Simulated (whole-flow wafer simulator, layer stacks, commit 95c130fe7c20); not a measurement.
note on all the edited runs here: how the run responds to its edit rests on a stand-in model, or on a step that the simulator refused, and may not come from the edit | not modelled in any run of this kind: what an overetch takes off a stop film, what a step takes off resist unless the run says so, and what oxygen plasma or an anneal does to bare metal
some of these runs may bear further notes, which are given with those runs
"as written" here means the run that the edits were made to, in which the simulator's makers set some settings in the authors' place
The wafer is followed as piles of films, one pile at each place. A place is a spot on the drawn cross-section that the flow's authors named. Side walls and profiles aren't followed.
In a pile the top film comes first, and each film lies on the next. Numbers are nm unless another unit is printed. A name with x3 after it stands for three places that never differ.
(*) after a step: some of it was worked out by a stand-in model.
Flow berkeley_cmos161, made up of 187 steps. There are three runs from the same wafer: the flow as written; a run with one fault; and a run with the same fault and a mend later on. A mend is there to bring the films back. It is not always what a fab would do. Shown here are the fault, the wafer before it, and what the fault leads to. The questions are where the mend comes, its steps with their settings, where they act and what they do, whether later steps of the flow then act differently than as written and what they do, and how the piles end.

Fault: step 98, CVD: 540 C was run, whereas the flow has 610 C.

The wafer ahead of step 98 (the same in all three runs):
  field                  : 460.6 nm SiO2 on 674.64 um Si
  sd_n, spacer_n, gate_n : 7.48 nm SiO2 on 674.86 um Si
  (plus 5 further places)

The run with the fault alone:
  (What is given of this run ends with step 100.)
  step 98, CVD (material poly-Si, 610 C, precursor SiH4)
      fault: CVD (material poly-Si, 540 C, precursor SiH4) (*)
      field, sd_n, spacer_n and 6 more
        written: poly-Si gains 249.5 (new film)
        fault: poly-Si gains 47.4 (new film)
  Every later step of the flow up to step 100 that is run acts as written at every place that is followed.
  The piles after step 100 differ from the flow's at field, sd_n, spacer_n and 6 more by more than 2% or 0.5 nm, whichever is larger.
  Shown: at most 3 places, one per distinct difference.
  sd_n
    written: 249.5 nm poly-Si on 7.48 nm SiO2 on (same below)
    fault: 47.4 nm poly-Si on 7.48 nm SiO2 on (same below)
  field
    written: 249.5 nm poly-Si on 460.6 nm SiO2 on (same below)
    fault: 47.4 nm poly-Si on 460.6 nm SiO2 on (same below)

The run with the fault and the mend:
  The mend stands after step 100.
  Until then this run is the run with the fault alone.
  step 100a, CVD (material poly-Si, 610 C, precursor SiH4) (*) (a further turn of the flow's step 98; the settings that differ are not printed)
      field, sd_n, spacer_n and 6 more
        poly-Si gains 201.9
  Every later step of the flow that is run acts as written, at every place that is followed, to within 2% or 0.5 nm, whichever is larger.
  At the end the piles are close to the flow's at the places that both follow, differing by at most 2% or 0.5 nm, whichever is larger.
